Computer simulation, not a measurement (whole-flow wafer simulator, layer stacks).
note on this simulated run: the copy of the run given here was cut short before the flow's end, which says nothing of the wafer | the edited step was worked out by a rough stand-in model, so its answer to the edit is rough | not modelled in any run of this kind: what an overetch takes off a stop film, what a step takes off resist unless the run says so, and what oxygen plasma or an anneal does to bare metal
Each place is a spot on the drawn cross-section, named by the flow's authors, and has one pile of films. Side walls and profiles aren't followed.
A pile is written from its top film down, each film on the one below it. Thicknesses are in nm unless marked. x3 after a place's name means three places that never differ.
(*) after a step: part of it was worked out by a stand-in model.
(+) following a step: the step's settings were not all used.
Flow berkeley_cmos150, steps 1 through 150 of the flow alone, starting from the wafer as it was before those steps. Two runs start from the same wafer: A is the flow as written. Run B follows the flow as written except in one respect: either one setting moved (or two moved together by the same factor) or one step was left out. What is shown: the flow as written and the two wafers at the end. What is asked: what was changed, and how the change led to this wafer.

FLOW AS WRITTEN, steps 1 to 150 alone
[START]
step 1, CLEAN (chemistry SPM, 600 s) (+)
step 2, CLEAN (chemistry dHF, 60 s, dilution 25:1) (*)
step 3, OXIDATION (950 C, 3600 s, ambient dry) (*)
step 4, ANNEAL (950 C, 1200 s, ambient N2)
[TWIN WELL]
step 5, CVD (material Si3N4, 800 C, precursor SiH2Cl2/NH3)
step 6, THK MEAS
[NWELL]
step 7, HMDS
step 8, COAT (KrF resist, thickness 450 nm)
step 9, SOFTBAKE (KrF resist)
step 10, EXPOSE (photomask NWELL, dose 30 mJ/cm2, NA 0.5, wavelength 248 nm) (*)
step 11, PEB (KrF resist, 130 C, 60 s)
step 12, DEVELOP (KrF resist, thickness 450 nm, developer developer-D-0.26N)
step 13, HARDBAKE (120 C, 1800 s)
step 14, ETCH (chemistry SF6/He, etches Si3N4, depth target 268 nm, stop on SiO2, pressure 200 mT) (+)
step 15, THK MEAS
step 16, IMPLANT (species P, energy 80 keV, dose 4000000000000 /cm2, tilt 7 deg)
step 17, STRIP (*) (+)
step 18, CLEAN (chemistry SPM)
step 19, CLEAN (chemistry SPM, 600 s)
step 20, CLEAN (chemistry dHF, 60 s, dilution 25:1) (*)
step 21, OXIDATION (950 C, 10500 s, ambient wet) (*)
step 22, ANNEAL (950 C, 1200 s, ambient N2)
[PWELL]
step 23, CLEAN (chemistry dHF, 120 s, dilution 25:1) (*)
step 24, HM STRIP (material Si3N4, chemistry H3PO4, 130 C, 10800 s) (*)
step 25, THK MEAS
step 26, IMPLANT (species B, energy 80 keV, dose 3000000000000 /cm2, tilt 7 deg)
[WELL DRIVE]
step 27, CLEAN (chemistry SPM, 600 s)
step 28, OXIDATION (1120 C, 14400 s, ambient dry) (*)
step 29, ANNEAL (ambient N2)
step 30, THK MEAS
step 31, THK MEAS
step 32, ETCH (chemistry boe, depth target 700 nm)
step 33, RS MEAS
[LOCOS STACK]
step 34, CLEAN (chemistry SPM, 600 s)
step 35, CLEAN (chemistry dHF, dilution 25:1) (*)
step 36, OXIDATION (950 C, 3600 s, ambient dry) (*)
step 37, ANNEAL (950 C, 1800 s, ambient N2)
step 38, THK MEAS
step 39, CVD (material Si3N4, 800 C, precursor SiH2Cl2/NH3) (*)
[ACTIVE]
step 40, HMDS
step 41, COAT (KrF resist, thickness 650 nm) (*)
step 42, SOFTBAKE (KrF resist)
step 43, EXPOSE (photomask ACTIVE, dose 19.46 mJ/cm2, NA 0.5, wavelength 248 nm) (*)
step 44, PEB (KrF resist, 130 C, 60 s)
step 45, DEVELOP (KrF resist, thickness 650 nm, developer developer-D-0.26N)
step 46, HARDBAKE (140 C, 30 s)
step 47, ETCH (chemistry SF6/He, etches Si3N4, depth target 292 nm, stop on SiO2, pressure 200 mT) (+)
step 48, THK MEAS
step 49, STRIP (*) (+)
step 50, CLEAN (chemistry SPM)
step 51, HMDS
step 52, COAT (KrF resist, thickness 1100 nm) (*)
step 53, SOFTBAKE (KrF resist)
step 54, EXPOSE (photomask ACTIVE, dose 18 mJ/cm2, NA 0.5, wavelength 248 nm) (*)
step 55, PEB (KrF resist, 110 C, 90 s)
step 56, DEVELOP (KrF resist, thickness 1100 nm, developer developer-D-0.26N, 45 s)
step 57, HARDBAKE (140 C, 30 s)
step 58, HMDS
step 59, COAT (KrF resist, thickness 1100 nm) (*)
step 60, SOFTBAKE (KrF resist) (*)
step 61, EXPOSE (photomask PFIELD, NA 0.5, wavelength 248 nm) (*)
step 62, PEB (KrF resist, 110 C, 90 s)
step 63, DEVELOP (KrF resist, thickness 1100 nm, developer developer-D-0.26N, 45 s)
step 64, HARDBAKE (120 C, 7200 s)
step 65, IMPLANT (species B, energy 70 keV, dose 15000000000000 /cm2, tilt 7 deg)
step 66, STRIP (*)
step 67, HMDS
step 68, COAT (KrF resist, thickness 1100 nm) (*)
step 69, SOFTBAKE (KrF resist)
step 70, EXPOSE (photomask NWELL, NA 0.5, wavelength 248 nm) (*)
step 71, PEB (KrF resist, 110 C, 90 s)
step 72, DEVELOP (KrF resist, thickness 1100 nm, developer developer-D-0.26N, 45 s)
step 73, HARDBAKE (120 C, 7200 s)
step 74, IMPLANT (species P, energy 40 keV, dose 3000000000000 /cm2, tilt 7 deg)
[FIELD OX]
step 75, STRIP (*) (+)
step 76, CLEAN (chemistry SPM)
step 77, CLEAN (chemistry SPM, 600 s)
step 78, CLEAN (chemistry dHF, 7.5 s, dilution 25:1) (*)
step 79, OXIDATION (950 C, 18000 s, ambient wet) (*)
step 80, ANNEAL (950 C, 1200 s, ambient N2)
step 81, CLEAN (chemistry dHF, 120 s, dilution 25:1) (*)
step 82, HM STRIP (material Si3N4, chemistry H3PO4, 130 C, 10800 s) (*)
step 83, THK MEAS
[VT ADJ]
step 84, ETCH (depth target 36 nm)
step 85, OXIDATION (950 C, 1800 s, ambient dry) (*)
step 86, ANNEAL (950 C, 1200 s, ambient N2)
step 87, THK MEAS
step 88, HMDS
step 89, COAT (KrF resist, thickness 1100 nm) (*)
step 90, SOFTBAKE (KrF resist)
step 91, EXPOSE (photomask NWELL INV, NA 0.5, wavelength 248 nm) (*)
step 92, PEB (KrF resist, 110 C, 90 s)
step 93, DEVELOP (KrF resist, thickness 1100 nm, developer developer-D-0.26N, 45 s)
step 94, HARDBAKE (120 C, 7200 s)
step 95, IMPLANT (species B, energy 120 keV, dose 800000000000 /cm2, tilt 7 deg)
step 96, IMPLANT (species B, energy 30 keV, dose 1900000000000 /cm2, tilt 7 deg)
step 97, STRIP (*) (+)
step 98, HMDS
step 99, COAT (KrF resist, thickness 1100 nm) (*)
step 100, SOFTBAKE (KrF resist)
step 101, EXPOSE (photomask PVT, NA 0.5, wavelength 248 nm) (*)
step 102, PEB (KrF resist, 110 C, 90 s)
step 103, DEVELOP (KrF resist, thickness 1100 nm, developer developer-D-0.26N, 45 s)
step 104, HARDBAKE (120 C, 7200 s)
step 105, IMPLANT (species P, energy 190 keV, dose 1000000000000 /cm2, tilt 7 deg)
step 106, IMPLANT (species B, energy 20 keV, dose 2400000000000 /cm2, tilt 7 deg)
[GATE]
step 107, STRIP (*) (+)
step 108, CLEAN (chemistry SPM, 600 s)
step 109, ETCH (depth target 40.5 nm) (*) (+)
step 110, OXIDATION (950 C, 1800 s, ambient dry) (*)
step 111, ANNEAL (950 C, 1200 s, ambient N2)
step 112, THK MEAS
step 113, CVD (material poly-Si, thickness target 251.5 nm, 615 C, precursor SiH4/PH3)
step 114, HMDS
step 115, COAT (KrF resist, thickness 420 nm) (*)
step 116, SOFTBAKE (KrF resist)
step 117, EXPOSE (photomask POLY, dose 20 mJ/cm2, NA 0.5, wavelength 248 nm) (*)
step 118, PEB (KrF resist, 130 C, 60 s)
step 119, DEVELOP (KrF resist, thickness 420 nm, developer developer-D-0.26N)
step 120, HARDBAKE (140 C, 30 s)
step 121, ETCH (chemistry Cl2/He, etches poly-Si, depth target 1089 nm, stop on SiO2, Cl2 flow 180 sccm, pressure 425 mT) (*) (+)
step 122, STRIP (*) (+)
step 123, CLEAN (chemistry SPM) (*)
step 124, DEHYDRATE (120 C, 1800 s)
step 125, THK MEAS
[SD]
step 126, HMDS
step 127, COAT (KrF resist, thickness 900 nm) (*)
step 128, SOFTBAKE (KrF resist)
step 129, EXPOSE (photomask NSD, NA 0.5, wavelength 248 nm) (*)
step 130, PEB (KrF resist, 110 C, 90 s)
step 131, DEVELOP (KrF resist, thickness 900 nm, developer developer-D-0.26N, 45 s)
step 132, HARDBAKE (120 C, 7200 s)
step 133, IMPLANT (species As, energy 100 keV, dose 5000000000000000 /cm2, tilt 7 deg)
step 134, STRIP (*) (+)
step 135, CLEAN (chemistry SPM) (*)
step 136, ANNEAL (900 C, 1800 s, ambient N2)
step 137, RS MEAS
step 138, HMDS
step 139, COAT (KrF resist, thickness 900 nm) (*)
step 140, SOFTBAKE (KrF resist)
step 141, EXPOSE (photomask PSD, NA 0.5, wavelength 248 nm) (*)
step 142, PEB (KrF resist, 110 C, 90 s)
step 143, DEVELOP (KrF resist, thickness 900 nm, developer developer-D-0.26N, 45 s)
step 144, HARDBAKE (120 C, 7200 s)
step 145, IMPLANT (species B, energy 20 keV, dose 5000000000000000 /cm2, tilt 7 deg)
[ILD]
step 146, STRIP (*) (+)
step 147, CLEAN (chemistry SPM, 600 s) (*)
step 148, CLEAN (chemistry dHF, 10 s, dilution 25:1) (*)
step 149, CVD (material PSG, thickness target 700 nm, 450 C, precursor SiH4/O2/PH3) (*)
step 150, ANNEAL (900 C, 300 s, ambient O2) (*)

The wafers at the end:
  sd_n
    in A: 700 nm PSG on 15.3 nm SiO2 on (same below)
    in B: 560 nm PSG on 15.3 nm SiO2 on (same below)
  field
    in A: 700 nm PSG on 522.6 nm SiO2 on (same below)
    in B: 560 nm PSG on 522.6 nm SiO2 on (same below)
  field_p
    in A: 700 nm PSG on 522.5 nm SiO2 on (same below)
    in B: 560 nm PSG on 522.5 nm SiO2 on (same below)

Cause: step 149, CVD: thickness target 560 nm was run, while the flow as written has thickness target 700 nm.
One can read it off the wafer: sd_n has PSG 560, and step 149 as written asks for 700 nm.

How this came from the change, step by step:
  step 149, CVD (material PSG, thickness target 700 nm, 450 C, precursor SiH4/O2/PH3) (*)
      field, field_p, sd_n, gate_n, gate_p, contact, m1: A +700 PSG (new film) | B +560 PSG (new film)
      sd_p: A +639.5 PSG (new film) | B +514.8 PSG (new film)
